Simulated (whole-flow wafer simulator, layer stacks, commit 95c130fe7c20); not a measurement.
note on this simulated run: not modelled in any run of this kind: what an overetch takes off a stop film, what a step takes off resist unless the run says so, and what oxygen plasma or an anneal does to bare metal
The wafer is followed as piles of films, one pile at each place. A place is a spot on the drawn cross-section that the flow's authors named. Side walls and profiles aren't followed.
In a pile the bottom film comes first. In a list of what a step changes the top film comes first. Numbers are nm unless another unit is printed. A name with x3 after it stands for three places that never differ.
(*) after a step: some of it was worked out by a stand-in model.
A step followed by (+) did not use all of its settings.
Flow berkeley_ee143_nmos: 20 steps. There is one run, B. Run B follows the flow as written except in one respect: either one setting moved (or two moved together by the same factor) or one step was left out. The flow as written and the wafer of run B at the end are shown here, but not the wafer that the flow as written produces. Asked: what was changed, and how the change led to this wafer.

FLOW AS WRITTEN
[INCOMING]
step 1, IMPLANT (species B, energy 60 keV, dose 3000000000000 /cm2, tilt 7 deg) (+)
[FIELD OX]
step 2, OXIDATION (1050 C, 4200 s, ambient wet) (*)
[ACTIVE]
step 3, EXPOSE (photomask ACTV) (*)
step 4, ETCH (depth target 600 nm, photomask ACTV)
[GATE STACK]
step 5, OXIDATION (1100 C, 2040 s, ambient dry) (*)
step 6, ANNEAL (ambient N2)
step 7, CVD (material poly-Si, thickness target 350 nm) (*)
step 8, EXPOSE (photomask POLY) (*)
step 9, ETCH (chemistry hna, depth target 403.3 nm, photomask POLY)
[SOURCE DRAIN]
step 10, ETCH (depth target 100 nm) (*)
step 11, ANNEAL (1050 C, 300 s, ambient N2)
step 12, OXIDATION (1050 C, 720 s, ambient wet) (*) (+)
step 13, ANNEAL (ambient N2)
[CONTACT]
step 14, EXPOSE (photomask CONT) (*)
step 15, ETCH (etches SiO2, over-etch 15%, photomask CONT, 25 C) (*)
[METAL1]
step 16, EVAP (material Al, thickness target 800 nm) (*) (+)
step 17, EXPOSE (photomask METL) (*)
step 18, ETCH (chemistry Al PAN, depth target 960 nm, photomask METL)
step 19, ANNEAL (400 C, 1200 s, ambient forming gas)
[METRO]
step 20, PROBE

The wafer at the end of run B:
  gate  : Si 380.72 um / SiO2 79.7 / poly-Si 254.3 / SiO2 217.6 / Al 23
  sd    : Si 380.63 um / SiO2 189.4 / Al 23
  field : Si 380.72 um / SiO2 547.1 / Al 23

Cause: step 18, ETCH: depth target 777 nm was run, though the flow has depth target 960 nm.

Step by step, how the change led to this:
  step 18, ETCH (chemistry Al PAN, depth target 960 nm, photomask METL)
      gate, sd, field: -777 Al (in the flow as written it would be: -800 Al (all of it))
Taking metal films that touch as one body, gate has 1 body; the flow as written gives 0 bodies.
Taking metal films that touch as one body, sd has 1 body; the flow as written gives 0 bodies.
Taking metal films that touch as one body, field has 1 body; the flow as written gives 0 bodies.
